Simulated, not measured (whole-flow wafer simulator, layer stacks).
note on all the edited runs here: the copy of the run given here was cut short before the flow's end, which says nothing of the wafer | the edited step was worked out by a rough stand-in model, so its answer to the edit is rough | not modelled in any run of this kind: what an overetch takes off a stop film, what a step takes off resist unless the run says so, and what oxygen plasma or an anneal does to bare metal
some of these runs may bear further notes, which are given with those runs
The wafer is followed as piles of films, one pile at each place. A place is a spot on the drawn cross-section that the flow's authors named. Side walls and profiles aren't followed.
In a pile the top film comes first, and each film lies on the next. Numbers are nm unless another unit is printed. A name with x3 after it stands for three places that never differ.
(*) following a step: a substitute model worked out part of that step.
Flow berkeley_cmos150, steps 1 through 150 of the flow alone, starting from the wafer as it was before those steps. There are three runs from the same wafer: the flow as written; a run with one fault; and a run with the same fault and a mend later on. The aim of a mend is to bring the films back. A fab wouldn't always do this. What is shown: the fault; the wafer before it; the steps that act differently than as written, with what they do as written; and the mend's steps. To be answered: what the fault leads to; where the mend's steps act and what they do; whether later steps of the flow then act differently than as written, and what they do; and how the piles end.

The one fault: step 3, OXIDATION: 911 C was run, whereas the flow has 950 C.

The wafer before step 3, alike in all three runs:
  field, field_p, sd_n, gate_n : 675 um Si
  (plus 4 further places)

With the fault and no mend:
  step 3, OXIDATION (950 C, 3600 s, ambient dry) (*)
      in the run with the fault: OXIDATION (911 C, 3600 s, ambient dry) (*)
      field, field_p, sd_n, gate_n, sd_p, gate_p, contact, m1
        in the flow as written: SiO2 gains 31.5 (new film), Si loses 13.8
        in the run with the fault: SiO2 gains 21.5 (new film), Si loses 9.45
  Later steps of the flow acting differently than as written (34 more steps, not shown, differ only slightly: by at most 2% or 0.5 nm, whichever is larger):
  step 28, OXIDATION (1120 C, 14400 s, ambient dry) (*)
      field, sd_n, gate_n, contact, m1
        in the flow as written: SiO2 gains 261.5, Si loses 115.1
        in the run with the fault: SiO2 gains 269.7, Si loses 118.7
  At the end the piles are close to the flow's at the places that both follow, differing by at most 2% or 0.5 nm, whichever is larger.

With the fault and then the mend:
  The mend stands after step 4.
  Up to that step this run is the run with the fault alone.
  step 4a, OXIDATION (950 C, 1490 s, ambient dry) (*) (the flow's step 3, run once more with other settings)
      field, field_p, sd_n, gate_n, sd_p, gate_p, contact, m1
        SiO2 gains 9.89, Si loses 4.35
  Later steps of the flow that are run all act as written at every place that is followed, up to a difference of at most 2% or 0.5 nm, whichever is larger.
  By the end, the piles equal the flow's at every place that both follow.
